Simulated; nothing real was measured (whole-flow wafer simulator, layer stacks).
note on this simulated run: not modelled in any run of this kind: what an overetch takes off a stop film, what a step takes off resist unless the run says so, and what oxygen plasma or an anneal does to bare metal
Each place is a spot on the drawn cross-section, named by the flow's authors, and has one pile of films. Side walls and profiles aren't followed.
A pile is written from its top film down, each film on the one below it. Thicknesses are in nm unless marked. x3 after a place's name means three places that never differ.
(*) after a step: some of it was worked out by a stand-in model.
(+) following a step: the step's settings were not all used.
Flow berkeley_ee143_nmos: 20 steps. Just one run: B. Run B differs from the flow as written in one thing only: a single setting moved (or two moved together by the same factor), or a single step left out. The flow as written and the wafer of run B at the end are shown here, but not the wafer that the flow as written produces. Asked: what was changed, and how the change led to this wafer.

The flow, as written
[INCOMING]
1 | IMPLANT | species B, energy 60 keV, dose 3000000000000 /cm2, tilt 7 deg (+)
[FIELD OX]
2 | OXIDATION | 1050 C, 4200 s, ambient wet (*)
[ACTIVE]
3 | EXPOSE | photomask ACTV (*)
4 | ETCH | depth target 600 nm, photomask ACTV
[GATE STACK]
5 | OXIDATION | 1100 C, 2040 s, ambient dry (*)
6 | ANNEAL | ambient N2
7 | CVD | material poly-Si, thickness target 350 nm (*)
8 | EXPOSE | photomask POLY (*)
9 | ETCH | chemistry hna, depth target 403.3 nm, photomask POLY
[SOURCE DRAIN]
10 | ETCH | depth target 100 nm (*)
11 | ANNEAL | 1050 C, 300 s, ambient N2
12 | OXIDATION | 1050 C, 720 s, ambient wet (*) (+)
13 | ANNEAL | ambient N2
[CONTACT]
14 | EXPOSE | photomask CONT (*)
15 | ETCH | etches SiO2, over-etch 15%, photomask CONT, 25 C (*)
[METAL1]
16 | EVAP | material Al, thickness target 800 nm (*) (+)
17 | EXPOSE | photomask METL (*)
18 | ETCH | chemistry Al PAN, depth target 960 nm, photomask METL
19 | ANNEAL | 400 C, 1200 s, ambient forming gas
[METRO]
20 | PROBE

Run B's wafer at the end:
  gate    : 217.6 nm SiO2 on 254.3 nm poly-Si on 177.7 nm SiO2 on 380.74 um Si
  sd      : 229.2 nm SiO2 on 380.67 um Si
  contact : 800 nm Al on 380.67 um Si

The reason: step 4, ETCH: depth target 420 nm was run, while the flow as written has depth target 600 nm.

Step by step, how the change led to this:
  4 | ETCH | depth target 600 nm, photomask ACTV
      gate, sd, contact: SiO2 loses 420 (it would be, as written: SiO2 loses 566.4 (all of it))
  5 | OXIDATION | 1100 C, 2040 s, ambient dry (*)
      gate, sd, contact: SiO2 gains 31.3, Si loses 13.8 (it would be, as written: SiO2 gains 79.7 (new film), Si loses 35.1)
  10 | ETCH | depth target 100 nm (*)
      sd, contact: SiO2 loses 100 (it would be, as written: SiO2 loses 79.7 (all of it))
  12 | OXIDATION | 1050 C, 720 s, ambient wet (*) (+)
      sd, contact: SiO2 gains 151.5, Si loses 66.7 (it would be, as written: SiO2 gains 189.4 (new film), Si loses 83.4)
  15 | ETCH | etches SiO2, over-etch 15%, photomask CONT, 25 C (*)
      contact: SiO2 loses 229.2 (all of it) (it would be, as written: SiO2 loses 189.4 (all of it))
